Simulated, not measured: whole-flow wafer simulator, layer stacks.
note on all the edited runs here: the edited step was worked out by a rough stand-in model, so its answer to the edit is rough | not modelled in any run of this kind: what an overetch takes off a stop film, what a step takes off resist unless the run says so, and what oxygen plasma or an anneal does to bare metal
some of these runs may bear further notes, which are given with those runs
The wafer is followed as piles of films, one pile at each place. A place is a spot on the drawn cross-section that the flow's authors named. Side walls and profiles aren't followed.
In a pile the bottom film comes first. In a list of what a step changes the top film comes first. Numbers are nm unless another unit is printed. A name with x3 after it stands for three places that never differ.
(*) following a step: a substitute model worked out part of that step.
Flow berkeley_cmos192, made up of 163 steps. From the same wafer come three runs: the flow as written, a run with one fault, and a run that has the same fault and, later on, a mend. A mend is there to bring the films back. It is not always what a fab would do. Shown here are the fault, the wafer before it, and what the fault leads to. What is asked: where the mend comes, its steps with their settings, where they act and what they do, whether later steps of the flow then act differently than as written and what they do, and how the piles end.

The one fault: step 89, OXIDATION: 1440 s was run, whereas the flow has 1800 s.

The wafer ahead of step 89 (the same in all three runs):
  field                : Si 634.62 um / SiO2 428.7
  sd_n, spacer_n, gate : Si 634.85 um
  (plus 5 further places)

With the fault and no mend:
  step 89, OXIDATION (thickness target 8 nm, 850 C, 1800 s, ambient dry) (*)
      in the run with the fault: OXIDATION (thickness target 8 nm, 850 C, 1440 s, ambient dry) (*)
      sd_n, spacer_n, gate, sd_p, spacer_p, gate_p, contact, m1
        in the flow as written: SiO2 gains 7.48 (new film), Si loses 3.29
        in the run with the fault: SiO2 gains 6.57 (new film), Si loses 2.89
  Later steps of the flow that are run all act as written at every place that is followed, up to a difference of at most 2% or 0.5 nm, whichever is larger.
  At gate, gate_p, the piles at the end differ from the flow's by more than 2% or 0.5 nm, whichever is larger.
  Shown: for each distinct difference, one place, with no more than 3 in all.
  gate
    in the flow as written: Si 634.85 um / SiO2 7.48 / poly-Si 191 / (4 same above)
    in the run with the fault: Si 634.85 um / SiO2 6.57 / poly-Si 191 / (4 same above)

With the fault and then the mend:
  After step 89 comes the mend.
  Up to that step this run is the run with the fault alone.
  step 89a, OXIDATION (thickness target 8 nm, 850 C, 360 s, ambient dry) (*) (the flow's step 89 again, with other settings)
      sd_n, spacer_n, gate, sd_p, spacer_p, gate_p, contact, m1
        SiO2 gains 0.91, Si loses 0.4
      field
        SiO2 gains 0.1
  Later steps of the flow that are run all act as written at every place that is followed.
  At every place that both follow, the piles at the end match the flow's.
